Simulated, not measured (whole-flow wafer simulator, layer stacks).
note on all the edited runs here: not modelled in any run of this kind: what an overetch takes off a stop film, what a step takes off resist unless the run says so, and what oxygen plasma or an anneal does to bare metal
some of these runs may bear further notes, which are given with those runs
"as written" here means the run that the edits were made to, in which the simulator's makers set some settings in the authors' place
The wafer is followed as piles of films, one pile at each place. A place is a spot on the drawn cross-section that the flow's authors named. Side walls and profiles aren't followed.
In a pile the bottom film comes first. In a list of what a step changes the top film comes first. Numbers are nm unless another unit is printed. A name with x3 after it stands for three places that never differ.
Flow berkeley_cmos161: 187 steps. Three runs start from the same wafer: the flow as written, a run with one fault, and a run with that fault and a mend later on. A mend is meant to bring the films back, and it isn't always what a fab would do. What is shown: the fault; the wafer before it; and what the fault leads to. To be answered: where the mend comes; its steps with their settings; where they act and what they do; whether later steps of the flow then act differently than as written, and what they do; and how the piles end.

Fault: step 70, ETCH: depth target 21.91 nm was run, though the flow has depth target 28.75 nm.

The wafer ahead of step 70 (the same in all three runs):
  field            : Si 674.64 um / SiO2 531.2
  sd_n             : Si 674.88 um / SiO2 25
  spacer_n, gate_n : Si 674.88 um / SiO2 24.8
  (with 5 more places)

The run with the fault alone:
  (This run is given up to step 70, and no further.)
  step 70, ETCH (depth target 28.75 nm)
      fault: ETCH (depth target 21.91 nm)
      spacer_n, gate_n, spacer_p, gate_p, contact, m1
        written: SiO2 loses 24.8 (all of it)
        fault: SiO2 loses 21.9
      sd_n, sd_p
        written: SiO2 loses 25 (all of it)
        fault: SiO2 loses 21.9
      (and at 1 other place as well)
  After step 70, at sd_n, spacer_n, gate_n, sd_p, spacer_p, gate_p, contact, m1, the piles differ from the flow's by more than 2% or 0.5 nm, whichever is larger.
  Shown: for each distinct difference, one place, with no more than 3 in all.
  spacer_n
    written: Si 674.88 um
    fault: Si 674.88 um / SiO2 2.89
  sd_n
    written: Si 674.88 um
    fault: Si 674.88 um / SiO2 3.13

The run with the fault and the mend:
  The mend stands after step 70.
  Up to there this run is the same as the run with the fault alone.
  step 70a, ETCH (depth target 6.842 nm) (the flow's step 70, run once more with other settings)
      spacer_n, gate_n, spacer_p, gate_p, contact, m1
        SiO2 loses 2.89 (all of it)
      sd_n, sd_p
        SiO2 loses 3.13 (all of it)
      field
        SiO2 loses 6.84
  Later steps of the flow that are run all act as written at every place that is followed, up to a difference of at most 2% or 0.5 nm, whichever is larger.
  By the end, the piles equal the flow's at every place that both follow.
